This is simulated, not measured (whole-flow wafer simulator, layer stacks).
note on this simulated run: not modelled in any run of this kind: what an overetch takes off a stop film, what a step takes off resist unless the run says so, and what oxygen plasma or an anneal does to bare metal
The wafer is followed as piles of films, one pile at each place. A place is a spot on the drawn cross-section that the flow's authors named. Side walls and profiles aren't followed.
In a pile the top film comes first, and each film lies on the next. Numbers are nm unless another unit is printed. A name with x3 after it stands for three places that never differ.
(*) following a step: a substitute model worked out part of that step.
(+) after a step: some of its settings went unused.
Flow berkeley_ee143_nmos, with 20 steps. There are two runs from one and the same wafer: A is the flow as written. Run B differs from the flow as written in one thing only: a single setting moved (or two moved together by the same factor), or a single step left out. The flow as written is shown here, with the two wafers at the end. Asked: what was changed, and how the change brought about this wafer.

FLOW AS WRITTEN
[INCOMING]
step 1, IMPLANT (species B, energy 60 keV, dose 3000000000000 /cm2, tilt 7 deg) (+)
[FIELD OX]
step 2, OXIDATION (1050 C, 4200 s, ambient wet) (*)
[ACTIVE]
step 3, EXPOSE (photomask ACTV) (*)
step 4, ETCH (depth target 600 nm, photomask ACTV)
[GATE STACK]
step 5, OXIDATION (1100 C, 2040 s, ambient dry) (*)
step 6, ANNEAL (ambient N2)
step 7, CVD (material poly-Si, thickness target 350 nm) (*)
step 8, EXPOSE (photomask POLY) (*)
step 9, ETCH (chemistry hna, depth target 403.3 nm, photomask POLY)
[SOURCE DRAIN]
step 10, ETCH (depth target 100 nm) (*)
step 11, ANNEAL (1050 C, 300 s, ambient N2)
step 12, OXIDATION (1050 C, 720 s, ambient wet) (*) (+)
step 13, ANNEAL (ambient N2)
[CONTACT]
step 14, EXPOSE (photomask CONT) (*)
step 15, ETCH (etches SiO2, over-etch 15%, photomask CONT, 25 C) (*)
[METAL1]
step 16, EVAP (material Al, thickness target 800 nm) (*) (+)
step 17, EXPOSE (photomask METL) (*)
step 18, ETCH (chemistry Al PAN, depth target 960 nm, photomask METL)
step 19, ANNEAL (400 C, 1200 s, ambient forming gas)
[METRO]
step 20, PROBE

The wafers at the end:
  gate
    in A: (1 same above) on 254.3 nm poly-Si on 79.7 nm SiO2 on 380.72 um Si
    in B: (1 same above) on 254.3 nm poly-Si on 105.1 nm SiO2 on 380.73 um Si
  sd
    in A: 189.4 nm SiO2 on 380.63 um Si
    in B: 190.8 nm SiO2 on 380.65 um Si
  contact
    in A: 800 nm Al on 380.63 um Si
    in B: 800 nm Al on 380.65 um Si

Cause: step 4, ETCH: depth target 509 nm was run, whereas the flow has depth target 600 nm.

Step by step, how the change led to this:
  step 4, ETCH (depth target 600 nm, photomask ACTV)
      gate, sd, contact: A -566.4 SiO2 (all of it) | B -509 SiO2
  step 5, OXIDATION (1100 C, 2040 s, ambient dry) (*)
      gate, sd, contact: A +79.7 SiO2 (new film), -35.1 Si | B +47.7 SiO2, -21 Si
  step 10, ETCH (depth target 100 nm) (*)
      sd, contact: A -79.7 SiO2 (all of it) | B -100 SiO2
  step 12, OXIDATION (1050 C, 720 s, ambient wet) (*) (+)
      sd, contact: A +189.4 SiO2 (new film), -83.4 Si | B +185.7 SiO2, -81.7 Si
